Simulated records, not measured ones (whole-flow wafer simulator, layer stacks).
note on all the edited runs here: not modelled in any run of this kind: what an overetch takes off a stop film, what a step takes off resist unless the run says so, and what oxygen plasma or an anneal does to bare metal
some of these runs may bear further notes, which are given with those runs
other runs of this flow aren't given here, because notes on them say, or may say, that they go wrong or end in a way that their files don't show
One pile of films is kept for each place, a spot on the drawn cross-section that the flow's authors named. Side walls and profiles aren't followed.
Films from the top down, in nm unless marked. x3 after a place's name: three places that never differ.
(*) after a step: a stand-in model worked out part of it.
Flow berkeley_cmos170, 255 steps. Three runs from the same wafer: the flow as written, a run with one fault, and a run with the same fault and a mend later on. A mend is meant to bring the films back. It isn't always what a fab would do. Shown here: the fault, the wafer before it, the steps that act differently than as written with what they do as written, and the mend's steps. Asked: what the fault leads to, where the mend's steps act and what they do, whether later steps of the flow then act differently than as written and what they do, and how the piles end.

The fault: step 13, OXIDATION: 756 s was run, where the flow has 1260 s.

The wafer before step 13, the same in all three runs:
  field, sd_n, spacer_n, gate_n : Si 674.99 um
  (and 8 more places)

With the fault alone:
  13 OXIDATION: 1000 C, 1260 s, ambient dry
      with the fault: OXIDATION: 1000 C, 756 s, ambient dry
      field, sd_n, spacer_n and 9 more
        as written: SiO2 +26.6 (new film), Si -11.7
        with the fault: SiO2 +20.2 (new film), Si -8.91
  Later steps of the flow that act differently than as written:
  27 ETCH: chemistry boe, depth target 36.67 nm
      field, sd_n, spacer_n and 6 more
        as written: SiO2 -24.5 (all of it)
        with the fault: SiO2 -18.1 (all of it)
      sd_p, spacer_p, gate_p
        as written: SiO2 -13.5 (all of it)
        with the fault: SiO2 -7.18 (all of it)
  At the end the piles differ from the flow's only slightly at the places that both follow, by at most 2% or 0.5 nm, whichever is larger.

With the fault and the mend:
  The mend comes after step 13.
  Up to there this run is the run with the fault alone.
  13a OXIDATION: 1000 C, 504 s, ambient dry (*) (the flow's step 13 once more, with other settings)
      field, sd_n, spacer_n and 9 more
        SiO2 +6.3, Si -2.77
  No later step of the flow acts differently than as written at any place that is followed.
  At the end the piles are the same as the flow's at every place that both follow.
